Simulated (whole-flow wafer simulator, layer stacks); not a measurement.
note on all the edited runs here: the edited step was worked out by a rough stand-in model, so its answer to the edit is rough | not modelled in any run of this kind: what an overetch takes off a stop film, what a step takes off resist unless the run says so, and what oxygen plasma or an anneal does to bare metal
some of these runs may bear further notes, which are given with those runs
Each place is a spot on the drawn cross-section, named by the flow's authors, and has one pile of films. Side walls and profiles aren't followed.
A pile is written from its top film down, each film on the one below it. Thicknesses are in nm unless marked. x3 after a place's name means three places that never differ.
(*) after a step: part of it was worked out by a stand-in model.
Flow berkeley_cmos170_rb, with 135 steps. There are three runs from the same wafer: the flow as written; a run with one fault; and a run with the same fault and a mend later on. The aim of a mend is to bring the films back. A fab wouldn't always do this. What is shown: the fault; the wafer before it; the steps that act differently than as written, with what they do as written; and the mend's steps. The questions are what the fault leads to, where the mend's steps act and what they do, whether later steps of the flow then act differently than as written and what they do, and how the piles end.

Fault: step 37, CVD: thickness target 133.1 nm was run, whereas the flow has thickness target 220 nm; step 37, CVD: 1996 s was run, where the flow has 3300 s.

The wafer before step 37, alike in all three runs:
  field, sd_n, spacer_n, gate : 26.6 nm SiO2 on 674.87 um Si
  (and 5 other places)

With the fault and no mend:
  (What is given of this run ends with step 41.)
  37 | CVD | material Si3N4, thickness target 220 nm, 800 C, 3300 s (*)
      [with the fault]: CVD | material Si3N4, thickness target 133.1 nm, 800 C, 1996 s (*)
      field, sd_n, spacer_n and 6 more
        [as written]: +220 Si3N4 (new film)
        [with the fault]: +133.1 Si3N4 (new film)
  Later steps of the flow up to step 41 that are run all act as written at every place that is followed.
  After step 41, at field, sd_n, spacer_n and 6 more, the piles differ from the flow's by more than 2% or 0.5 nm, whichever is larger.
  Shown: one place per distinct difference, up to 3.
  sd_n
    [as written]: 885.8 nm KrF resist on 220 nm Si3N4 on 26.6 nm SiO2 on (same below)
    [with the fault]: 885.8 nm KrF resist on 133.1 nm Si3N4 on 26.6 nm SiO2 on (same below)
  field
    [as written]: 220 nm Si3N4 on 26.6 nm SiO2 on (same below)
    [with the fault]: 133.1 nm Si3N4 on 26.6 nm SiO2 on (same below)

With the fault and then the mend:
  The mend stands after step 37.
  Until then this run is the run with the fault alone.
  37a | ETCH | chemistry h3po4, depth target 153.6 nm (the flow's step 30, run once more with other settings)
      field, sd_n, spacer_n and 6 more
        -133.1 Si3N4 (all of it)
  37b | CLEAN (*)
      leaves every film unchanged at each place that is followed
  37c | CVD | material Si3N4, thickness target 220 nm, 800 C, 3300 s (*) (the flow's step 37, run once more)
      field, sd_n, spacer_n and 6 more
        +220 Si3N4 (new film)
  Later steps of the flow that are run all act as written at every place that is followed.
  At every place that both follow, the piles at the end match the flow's.
